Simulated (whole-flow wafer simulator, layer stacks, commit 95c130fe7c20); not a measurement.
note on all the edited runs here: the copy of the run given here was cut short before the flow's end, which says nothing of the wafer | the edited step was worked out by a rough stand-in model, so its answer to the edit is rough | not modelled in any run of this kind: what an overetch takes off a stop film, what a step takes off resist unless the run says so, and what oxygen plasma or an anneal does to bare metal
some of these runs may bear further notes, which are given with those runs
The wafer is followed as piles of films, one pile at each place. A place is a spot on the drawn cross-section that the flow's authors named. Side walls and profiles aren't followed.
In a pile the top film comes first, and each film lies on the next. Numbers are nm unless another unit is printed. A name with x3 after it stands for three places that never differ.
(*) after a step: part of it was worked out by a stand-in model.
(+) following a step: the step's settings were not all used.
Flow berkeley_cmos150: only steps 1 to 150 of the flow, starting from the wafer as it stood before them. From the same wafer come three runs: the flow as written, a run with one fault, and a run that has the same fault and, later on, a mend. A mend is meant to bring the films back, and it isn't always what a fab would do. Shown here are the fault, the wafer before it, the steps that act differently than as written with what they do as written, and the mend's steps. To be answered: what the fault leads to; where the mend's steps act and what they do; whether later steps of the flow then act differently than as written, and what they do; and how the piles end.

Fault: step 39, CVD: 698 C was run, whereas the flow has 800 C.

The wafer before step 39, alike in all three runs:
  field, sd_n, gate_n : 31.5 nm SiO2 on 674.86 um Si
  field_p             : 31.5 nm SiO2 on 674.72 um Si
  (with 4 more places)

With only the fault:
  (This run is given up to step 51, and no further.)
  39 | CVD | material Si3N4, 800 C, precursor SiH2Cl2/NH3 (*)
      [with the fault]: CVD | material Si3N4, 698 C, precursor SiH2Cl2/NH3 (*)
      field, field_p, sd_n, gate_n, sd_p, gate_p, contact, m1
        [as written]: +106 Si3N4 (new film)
        [with the fault]: +20.5 Si3N4 (new film)
  Steps later in the flow that act otherwise than as written:
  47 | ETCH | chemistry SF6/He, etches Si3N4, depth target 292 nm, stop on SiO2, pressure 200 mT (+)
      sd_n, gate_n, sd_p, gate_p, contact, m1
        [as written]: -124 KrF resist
        [with the fault]: -30.9 KrF resist
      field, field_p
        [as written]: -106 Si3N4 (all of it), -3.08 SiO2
        [with the fault]: -20.5 Si3N4 (all of it), -3.08 SiO2
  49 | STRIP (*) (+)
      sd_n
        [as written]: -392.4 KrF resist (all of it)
        [with the fault]: -485.4 KrF resist (all of it)
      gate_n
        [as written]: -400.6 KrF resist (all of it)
        [with the fault]: -493.7 KrF resist (all of it)
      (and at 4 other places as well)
  The piles after step 51 differ from the flow's at sd_n, gate_n, sd_p, gate_p, contact, m1 by more than 2% or 0.5 nm, whichever is larger.
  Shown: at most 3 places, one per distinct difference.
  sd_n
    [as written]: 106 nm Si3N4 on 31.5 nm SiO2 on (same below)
    [with the fault]: 20.5 nm Si3N4 on 31.5 nm SiO2 on (same below)

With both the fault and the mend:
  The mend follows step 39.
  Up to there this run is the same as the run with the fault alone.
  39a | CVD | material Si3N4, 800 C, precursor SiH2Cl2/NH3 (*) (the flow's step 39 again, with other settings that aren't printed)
      field, field_p, sd_n, gate_n, sd_p, gate_p, contact, m1
        +85.6 Si3N4
  Every later step of the flow that is run acts as written, at every place that is followed, to within 2% or 0.5 nm, whichever is larger.
  At every place that both follow, the piles at the end match the flow's.
